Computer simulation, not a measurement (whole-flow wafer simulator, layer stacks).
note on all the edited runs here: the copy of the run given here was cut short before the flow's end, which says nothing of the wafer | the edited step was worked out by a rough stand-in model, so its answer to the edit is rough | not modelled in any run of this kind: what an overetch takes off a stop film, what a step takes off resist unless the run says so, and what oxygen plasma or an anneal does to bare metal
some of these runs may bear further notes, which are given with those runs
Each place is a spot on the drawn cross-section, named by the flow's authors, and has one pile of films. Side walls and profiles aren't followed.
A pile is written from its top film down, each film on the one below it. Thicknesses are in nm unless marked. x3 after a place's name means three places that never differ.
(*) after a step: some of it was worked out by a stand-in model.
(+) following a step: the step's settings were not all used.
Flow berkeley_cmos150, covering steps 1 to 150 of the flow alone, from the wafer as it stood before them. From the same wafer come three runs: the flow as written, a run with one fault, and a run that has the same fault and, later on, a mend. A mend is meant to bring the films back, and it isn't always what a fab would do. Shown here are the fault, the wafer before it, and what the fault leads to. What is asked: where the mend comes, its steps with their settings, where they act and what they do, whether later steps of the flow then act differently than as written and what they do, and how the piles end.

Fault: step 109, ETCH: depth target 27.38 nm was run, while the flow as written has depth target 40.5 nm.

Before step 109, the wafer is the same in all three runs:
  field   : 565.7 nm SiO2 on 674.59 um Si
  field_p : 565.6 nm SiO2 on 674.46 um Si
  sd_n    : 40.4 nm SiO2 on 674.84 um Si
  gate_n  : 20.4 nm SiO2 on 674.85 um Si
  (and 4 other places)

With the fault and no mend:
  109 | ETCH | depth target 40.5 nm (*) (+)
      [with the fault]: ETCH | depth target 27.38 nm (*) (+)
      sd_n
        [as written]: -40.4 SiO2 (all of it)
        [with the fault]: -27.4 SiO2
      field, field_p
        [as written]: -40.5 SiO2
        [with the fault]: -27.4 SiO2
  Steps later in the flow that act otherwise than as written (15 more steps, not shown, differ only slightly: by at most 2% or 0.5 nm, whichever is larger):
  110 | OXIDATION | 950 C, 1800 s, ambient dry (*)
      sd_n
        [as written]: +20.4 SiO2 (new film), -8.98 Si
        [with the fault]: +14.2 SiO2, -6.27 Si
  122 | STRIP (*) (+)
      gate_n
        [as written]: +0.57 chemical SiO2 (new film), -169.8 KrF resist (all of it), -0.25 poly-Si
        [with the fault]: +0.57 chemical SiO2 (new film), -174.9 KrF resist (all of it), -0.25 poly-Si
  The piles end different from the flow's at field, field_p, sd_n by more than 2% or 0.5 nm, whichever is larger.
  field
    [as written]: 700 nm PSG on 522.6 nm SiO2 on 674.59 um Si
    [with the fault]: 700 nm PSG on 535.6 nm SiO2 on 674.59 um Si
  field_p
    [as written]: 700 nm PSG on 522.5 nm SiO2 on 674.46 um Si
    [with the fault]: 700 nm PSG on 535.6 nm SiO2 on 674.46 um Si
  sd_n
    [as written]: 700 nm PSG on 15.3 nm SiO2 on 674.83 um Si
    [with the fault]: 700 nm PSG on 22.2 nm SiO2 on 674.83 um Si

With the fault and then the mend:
  The mend stands after step 109.
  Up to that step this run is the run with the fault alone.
  109a | ETCH | depth target 13.12 nm (the flow's step 109 again, with other settings)
      field, field_p
        -13.1 SiO2
      sd_n
        -13.1 SiO2 (all of it)
  Every later step of the flow that is run acts as written, at every place that is followed, to within 2% or 0.5 nm, whichever is larger.
  At every place that both follow, the piles at the end match the flow's.
